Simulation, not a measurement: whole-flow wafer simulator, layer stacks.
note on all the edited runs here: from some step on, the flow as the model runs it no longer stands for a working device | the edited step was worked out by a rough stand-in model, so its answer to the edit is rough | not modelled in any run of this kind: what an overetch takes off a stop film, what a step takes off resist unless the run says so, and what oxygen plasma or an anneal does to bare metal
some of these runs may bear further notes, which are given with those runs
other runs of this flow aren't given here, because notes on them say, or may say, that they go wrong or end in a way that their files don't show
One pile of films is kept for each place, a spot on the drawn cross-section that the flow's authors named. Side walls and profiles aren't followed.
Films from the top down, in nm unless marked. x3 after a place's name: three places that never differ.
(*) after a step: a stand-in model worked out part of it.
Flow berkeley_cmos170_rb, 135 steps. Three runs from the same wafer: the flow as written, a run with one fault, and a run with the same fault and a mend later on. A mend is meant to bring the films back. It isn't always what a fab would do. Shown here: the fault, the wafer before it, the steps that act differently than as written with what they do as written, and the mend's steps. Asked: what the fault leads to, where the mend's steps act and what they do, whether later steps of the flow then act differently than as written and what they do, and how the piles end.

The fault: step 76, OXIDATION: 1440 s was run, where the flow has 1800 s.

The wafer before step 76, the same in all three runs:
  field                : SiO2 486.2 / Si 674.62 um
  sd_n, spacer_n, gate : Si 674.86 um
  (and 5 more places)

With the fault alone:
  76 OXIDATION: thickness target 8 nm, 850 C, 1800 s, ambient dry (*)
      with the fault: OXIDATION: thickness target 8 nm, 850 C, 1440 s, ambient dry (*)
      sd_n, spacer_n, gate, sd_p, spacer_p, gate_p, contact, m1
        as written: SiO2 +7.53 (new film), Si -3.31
        with the fault: SiO2 +6.61 (new film), Si -2.91
  No later step of the flow acts differently than as written, at any place that is followed, by more than 2% or 0.5 nm, whichever is larger.
  At the end the piles differ from the flow's by more than 2% or 0.5 nm, whichever is larger, at gate, gate_p.
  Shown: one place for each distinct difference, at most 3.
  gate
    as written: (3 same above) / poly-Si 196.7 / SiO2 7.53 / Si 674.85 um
    with the fault: (3 same above) / poly-Si 196.7 / SiO2 6.61 / Si 674.85 um

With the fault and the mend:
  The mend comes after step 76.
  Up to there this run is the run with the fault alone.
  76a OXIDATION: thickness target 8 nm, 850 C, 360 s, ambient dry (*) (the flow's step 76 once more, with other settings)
      sd_n, spacer_n, gate, sd_p, spacer_p, gate_p, contact, m1
        SiO2 +0.92, Si -0.41
      field
        SiO2 +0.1
  No later step of the flow acts differently than as written at any place that is followed.
  At the end the piles are the same as the flow's at every place that both follow.
